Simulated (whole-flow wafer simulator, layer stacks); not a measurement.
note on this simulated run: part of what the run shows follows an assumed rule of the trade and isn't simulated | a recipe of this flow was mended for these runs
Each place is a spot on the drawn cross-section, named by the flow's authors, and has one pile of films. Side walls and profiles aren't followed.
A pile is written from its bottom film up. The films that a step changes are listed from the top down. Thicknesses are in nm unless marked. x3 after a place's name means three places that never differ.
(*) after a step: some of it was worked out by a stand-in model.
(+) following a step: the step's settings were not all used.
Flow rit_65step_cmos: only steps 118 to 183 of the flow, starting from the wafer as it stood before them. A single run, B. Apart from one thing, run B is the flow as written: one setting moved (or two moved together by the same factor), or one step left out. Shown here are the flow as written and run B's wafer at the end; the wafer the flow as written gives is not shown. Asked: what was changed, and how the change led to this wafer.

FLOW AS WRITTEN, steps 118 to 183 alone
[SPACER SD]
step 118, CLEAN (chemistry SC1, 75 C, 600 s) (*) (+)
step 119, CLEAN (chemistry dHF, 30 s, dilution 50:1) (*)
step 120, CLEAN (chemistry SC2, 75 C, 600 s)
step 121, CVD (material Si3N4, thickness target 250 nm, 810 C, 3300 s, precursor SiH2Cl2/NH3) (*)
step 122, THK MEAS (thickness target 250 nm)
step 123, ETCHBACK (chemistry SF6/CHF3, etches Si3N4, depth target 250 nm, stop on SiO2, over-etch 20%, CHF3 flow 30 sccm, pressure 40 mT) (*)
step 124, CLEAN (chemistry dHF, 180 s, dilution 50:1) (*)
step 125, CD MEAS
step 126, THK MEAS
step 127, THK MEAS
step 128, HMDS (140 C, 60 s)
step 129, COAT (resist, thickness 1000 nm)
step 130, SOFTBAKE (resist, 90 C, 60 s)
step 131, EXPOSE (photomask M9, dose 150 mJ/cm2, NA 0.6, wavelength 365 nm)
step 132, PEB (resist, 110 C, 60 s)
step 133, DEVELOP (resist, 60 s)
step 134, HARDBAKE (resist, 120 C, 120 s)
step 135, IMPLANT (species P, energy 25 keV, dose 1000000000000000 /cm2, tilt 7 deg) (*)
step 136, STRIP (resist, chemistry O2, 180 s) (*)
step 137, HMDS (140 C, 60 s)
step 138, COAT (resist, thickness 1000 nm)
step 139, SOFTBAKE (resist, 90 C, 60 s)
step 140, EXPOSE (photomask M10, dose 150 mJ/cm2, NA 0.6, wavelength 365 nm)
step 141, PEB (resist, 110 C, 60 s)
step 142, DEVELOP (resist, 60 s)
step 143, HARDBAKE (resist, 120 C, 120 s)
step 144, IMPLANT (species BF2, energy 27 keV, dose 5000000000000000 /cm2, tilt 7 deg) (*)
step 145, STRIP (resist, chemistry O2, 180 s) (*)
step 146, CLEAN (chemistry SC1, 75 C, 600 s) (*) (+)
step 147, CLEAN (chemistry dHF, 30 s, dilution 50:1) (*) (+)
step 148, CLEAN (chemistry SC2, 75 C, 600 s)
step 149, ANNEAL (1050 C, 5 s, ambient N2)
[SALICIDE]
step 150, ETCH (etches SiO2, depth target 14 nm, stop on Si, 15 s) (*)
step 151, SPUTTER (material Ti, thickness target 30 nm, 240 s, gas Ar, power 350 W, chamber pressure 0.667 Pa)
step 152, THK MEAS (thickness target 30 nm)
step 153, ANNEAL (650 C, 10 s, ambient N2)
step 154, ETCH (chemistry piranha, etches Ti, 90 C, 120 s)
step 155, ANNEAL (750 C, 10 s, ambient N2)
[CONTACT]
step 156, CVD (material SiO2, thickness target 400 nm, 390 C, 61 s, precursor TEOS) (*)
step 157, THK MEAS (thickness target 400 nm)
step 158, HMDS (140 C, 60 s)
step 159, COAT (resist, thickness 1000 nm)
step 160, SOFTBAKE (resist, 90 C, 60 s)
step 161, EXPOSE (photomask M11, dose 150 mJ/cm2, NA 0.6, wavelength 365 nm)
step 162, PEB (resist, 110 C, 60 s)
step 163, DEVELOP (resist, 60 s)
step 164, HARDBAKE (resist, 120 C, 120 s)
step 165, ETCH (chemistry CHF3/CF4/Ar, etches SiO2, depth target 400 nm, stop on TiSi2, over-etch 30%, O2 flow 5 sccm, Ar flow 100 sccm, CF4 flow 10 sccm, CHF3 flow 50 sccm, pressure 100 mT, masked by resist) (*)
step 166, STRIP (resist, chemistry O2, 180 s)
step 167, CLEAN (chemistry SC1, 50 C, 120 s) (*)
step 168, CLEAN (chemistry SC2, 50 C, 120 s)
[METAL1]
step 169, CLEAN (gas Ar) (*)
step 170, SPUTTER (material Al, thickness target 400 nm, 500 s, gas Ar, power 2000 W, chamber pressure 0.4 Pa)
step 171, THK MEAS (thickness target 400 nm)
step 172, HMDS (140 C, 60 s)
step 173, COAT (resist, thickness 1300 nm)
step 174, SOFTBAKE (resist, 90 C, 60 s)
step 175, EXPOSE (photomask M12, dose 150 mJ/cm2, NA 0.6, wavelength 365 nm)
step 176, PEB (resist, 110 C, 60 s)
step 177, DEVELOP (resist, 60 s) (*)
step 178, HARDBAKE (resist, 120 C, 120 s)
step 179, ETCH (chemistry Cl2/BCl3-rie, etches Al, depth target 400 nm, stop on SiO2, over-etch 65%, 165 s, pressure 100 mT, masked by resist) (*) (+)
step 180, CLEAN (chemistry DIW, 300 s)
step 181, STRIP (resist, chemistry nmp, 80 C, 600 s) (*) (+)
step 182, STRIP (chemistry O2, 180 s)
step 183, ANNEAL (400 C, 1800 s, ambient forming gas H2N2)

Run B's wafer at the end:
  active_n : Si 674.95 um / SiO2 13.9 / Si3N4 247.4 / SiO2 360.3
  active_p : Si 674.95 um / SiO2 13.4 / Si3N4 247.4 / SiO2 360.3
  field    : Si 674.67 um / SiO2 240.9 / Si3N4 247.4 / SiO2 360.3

The reason: step 123, ETCHBACK: chemistry SF6/CHF3, etches Si3N4, depth target 250 nm, stop on SiO2, over-etch 20%, CHF3 flow 30 sccm, pressure 40 mT (*), was omitted.

How this came from the change, step by step:
  step 124, CLEAN (chemistry dHF, 180 s, dilution 50:1) (*)
      active_n, sd_n, contact, m1: -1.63 Si3N4 (it would be, as written: -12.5 SiO2 (all of it))
      field, field_p: -1.63 Si3N4 (it would be, as written: -16.8 SiO2)
      (and at 6 other places as well)
  step 129, COAT (resist, thickness 1000 nm)
      spacer: +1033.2 resist (new film) (it would be, as written: +813.3 resist (new film))
      spacer_p: +1033.5 resist (new film) (it would be, as written: +813.8 resist (new film))
  step 132, PEB (resist, 110 C, 60 s)
      spacer, spacer_p: -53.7 resist (it would be, as written: -41.9 resist)
  step 133, DEVELOP (resist, 60 s)
      spacer: -979.5 resist (all of it) (it would be, as written: -771.4 resist (all of it))
  step 134, HARDBAKE (resist, 120 C, 120 s)
      spacer_p: -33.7 resist (it would be, as written: -26 resist)
  step 136, STRIP (resist, chemistry O2, 180 s) (*)
      active_n, sd_n, contact, m1: nothing (it would be, as written: +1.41 chemical SiO2 (new film), -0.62 Si)
      active_p: -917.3 resist (all of it) (it would be, as written: +1.31 chemical SiO2 (new film), -915.4 resist (all of it), -0.58 Si)
      (and at 4 other places as well)
  step 138, COAT (resist, thickness 1000 nm)
      spacer: +1033.2 resist (new film) (it would be, as written: +813.9 resist (new film))
      spacer_p: +1033.5 resist (new film) (it would be, as written: +814.4 resist (new film))
  step 141, PEB (resist, 110 C, 60 s)
      spacer: -53.7 resist (it would be, as written: -41.9 resist)
      spacer_p: -53.7 resist (it would be, as written: -42 resist)
  step 142, DEVELOP (resist, 60 s)
      spacer_p: -979.8 resist (all of it) (it would be, as written: -772.4 resist (all of it))
  step 143, HARDBAKE (resist, 120 C, 120 s)
      spacer: -33.7 resist (it would be, as written: -26 resist)
  step 145, STRIP (resist, chemistry O2, 180 s) (*)
      spacer: -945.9 resist (all of it) (it would be, as written: -746 resist (all of it))
  step 146, CLEAN (chemistry SC1, 75 C, 600 s) (*) (+)
      active_n, active_p, sd_n, sd_p, contact, m1: -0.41 Si3N4 (it would be, as written: -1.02 chemical SiO2, -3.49 Si)
      field, field_pw, field_nw, field_p: -0.41 Si3N4 (it would be, as written: -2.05 SiO2)
      (and at 2 other places as well)
  step 147, CLEAN (chemistry dHF, 30 s, dilution 50:1) (*) (+)
      active_n, active_p, gate_n, gate_p, sd_n, sd_p, contact, m1: -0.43 Si3N4 (it would be, as written: -0.6 chemical SiO2 (all of it))
      field, field_p: -0.43 Si3N4 (it would be, as written: -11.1 SiO2)
      (and at 2 other places as well)
  step 150, ETCH (etches SiO2, depth target 14 nm, stop on Si, 15 s) (*)
      field, field_pw, field_nw, field_p: -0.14 Si3N4 (it would be, as written: -15.5 SiO2)
  step 153, ANNEAL (650 C, 10 s, ambient N2)
      active_n, active_p, sd_n, sd_p, contact, m1: nothing (it would be, as written: -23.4 Ti, +15 TiSi first (new film), +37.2 TiSi2 C49 (new film), -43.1 Si)
      gate_n, gate_p: nothing (it would be, as written: -23.4 Ti, +15 TiSi first (new film), +37.2 TiSi2 C49 (new film), -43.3 poly-Si)
  step 154, ETCH (chemistry piranha, etches Ti, 90 C, 120 s)
      active_n, active_p, gate_n, gate_p, sd_n, sd_p, contact, m1: -30 Ti (all of it) (it would be, as written: -6.6 Ti (all of it), -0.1 TiSi first)
  ... 13 other steps ...
  step 181, STRIP (resist, chemistry nmp, 80 C, 600 s) (*) (+)
      contact: -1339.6 resist (all of it) (it would be, as written: -1297.5 resist (all of it))
